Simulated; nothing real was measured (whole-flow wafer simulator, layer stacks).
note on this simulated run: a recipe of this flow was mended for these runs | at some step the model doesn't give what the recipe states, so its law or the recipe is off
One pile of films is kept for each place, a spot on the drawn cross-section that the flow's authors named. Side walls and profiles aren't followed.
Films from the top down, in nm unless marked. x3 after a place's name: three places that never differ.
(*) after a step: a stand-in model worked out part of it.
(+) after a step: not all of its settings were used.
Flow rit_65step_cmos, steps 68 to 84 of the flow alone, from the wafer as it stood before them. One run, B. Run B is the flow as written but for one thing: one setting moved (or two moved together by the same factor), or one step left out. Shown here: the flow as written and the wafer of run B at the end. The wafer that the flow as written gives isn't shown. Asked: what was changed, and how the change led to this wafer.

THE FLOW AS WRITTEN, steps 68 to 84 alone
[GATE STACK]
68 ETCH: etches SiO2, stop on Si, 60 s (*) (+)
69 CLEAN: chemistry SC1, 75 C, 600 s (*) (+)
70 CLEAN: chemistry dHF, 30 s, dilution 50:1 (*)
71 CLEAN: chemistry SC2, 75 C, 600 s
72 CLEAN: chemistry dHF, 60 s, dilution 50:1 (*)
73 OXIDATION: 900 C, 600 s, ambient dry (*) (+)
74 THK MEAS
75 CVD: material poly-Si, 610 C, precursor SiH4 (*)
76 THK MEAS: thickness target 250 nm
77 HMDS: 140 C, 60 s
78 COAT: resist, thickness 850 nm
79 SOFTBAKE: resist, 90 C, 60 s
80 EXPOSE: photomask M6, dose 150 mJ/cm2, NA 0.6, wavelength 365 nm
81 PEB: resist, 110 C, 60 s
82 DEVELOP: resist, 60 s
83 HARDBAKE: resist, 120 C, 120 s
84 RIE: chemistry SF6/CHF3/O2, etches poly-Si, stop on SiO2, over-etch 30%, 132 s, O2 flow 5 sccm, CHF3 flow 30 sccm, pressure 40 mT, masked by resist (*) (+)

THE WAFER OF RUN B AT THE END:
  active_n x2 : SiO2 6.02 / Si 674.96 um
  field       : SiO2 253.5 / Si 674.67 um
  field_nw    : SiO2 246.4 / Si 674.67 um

The cause: step 75, CVD: 619 C was run, where the flow has 610 C.

How the change led to this, step by step:
  75 CVD: material poly-Si, 610 C, precursor SiH4 (*)
      field, field_pw, field_nw and 11 more: poly-Si +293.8 (new film) (as written it would be: poly-Si +250 (new film))
  84 RIE: chemistry SF6/CHF3/O2, etches poly-Si, stop on SiO2, over-etch 30%, 132 s, O2 flow 5 sccm, CHF3 flow 30 sccm, pressure 40 mT, masked by resist (*) (+)
      field, field_pw, field_nw and 9 more: poly-Si -293.8 (all of it), SiO2 -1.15 (as written it would be: poly-Si -250 (all of it), SiO2 -2.76)
